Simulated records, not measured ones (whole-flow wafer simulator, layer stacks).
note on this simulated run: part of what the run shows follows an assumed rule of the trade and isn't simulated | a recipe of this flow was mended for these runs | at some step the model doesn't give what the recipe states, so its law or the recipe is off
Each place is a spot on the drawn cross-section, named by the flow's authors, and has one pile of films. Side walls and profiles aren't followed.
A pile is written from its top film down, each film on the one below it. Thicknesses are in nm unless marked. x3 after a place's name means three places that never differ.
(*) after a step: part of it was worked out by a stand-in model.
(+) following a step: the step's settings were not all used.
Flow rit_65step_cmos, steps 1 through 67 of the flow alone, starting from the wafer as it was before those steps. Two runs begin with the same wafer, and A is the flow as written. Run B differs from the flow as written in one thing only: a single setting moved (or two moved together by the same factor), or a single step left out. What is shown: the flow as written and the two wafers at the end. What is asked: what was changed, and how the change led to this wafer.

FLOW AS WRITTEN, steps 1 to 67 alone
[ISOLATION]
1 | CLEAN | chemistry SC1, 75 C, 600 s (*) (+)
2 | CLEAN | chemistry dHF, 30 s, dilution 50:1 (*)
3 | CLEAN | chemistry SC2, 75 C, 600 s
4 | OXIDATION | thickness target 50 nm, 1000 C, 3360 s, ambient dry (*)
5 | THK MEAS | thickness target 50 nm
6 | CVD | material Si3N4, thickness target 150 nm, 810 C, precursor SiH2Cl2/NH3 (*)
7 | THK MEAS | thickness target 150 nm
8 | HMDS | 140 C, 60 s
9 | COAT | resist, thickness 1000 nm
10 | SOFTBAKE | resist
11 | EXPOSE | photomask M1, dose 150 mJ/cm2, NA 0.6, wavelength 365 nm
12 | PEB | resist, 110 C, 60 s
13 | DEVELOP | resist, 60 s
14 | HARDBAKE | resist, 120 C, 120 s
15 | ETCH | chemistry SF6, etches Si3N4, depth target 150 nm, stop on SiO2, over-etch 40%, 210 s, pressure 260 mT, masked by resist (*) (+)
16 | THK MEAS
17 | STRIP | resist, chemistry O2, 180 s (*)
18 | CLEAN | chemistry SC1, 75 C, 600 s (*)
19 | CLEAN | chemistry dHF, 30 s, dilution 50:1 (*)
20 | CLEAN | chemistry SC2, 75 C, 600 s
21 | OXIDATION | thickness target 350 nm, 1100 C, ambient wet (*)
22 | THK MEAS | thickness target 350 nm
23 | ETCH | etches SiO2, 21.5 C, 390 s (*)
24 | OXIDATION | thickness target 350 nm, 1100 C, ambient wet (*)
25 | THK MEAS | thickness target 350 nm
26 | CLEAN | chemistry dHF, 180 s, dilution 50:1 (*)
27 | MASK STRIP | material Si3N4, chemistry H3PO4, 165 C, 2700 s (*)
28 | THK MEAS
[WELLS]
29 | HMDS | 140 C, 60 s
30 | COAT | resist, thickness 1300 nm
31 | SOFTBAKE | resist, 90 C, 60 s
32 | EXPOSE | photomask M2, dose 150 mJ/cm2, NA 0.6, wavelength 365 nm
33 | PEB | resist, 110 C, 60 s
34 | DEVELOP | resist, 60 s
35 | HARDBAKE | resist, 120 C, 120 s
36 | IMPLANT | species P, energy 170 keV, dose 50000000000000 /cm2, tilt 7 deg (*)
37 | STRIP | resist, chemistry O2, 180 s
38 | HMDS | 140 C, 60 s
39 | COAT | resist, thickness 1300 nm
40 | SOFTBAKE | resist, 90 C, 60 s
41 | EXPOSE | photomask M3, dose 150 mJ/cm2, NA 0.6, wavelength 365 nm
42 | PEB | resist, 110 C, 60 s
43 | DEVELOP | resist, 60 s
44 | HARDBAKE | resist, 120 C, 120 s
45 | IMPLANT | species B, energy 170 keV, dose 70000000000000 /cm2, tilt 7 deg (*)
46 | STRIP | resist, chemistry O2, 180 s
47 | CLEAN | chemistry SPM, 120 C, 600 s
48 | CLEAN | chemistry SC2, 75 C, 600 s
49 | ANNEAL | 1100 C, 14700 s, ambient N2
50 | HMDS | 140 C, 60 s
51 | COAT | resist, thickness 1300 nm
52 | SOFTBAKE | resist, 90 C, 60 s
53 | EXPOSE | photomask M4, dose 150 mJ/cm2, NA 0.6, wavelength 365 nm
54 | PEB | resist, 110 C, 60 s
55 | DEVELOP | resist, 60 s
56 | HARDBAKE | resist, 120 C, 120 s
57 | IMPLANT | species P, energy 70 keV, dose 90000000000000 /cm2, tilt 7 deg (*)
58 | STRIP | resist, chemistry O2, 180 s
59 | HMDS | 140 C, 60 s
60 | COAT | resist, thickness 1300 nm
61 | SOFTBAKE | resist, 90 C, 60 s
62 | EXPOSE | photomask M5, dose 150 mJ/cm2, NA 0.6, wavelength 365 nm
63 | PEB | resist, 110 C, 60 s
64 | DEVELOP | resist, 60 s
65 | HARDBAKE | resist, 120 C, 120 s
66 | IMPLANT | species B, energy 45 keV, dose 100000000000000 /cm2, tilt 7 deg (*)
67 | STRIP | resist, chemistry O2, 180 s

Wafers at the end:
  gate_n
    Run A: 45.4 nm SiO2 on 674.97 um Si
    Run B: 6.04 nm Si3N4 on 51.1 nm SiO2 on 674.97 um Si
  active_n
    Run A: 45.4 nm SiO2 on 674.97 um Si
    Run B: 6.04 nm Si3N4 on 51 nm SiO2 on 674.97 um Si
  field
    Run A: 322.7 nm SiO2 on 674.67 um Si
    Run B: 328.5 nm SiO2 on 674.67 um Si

Cause: step 27, MASK STRIP: 1215 s was run, though the flow has 2700 s.

The path from the change to this, step by step:
  27 | MASK STRIP | material Si3N4, chemistry H3PO4, 165 C, 2700 s (*)
      active_n, active_p, gate_n and 7 more: A -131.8 Si3N4 (all of it), -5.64 SiO2 | B -125.8 Si3N4
      field, field_pw, field_nw, field_p: A -10.7 SiO2 | B -4.8 SiO2
